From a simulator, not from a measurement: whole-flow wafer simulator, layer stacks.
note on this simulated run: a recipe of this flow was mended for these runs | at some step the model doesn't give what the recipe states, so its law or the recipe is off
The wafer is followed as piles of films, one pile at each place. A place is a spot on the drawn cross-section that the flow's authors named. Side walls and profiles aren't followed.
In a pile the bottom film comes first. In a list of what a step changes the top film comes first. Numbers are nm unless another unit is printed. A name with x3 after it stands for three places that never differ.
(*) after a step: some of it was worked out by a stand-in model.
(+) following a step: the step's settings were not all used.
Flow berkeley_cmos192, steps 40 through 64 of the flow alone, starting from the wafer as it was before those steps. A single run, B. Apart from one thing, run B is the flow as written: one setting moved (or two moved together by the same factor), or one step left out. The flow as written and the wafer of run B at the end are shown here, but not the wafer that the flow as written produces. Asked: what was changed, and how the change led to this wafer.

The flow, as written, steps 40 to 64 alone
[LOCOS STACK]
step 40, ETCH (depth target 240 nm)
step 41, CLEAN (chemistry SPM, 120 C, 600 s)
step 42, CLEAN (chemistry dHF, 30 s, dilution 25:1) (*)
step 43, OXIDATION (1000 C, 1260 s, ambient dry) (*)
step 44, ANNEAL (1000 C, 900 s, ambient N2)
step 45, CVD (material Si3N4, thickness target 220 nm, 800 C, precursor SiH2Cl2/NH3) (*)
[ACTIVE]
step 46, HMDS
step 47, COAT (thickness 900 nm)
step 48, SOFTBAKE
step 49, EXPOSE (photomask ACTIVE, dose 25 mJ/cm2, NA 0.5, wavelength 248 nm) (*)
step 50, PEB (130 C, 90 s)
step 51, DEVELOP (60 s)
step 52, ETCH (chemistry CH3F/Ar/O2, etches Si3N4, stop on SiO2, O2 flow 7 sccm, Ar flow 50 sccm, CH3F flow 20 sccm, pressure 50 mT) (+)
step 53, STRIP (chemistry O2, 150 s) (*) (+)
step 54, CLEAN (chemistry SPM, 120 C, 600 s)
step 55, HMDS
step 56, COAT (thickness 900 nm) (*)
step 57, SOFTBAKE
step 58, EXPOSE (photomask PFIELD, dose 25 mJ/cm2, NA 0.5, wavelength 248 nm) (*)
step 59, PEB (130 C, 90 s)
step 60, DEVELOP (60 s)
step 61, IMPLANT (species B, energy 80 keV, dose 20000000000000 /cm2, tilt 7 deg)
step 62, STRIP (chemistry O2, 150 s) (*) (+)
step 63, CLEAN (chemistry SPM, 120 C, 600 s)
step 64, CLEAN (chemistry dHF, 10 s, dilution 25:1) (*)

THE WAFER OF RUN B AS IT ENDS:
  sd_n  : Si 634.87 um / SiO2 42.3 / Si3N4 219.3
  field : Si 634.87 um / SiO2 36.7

The reason: step 40, ETCH: depth target 170 nm was run, while the flow as written has depth target 240 nm.

How this came from the change, step by step:
  step 40, ETCH (depth target 240 nm)
      field, sd_n, spacer_n and 6 more: SiO2 loses 170 (it would be, as written: SiO2 loses 197.6 (all of it))
  step 41, CLEAN (chemistry SPM, 120 C, 600 s)
      field, sd_n, spacer_n and 6 more: nothing (it would be, as written: chemical SiO2 gains 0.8 (new film), Si loses 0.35)
  step 42, CLEAN (chemistry dHF, 30 s, dilution 25:1) (*)
      field, sd_n, spacer_n and 6 more: SiO2 loses 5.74 (it would be, as written: chemical SiO2 loses 0.8 (all of it))
  step 43, OXIDATION (1000 C, 1260 s, ambient dry) (*)
      field, sd_n, spacer_n and 6 more: SiO2 gains 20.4, Si loses 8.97 (it would be, as written: SiO2 gains 26.6 (new film), Si loses 11.7)
